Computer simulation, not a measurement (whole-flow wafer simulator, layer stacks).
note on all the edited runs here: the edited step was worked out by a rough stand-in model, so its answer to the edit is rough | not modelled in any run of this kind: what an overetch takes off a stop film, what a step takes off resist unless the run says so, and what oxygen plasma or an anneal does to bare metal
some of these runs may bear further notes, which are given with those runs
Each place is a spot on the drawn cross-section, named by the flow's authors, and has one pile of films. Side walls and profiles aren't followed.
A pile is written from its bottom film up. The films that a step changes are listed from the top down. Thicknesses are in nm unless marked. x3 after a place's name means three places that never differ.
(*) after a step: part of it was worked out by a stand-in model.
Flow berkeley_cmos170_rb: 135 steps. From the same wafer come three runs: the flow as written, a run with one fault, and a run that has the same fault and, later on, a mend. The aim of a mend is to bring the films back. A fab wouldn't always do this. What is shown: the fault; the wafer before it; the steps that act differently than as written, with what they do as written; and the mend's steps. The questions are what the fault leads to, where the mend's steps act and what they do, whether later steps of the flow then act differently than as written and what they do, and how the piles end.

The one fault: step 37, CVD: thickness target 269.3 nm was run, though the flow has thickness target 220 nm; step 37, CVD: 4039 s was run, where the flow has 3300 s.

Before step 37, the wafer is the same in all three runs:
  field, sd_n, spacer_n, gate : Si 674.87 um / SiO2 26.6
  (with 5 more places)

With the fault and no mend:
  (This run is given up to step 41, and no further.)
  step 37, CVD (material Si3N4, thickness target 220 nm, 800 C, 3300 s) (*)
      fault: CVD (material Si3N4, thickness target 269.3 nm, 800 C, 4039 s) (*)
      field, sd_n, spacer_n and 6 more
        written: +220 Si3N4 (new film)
        fault: +269.3 Si3N4 (new film)
  Every later step of the flow up to step 41 that is run acts as written at every place that is followed.
  Once step 41 is done, the piles at field, sd_n, spacer_n and 6 more depart from the flow's by more than 2% or 0.5 nm, whichever is larger.
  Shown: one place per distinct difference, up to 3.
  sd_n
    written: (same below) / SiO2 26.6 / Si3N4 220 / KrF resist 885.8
    fault: (same below) / SiO2 26.6 / Si3N4 269.3 / KrF resist 885.8
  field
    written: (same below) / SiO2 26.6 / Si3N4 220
    fault: (same below) / SiO2 26.6 / Si3N4 269.3

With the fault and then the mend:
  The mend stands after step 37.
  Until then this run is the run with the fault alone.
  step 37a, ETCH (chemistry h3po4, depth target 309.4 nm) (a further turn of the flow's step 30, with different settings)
      field, sd_n, spacer_n and 6 more
        -269.3 Si3N4 (all of it)
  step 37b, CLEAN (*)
      leaves every film unchanged at each place that is followed
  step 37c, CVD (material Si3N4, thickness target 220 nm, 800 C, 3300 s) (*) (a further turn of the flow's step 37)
      field, sd_n, spacer_n and 6 more
        +220 Si3N4 (new film)
  Every later step of the flow that is run acts as written at every place that is followed.
  By the end, the piles equal the flow's at every place that both follow.
